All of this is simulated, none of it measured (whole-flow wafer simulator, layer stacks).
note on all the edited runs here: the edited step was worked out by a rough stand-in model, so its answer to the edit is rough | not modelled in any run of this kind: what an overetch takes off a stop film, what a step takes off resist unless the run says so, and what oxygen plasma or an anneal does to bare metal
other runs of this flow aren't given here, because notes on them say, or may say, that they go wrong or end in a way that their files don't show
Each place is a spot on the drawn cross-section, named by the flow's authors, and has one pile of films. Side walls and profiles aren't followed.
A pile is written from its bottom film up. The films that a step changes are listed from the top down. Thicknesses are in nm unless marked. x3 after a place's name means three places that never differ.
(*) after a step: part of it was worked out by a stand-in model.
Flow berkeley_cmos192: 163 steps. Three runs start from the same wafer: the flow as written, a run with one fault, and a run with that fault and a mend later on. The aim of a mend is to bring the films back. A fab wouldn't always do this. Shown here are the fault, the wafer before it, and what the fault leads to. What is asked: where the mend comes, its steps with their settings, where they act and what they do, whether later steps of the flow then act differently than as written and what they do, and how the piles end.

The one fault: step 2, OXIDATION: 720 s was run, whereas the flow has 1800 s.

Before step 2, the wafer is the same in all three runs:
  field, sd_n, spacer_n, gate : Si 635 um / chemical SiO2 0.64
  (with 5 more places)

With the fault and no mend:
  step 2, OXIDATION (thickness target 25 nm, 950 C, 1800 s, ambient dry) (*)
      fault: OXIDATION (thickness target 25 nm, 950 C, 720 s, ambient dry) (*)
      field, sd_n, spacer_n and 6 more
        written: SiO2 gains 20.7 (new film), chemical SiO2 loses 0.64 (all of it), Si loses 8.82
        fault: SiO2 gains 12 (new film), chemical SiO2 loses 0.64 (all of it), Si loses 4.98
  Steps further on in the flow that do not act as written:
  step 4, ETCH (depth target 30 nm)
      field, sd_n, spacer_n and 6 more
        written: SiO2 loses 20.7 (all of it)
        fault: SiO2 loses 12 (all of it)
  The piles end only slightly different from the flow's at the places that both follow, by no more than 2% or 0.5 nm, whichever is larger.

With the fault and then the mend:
  After step 2 comes the mend.
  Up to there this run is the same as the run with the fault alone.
  step 2a, OXIDATION (thickness target 25 nm, 950 C, 1080 s, ambient dry) (*) (the flow's step 2, run once more with other settings)
      field, sd_n, spacer_n and 6 more
        SiO2 gains 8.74, Si loses 3.84
  Every later step of the flow that is run acts as written at every place that is followed.
  By the end, the piles equal the flow's at every place that both follow.
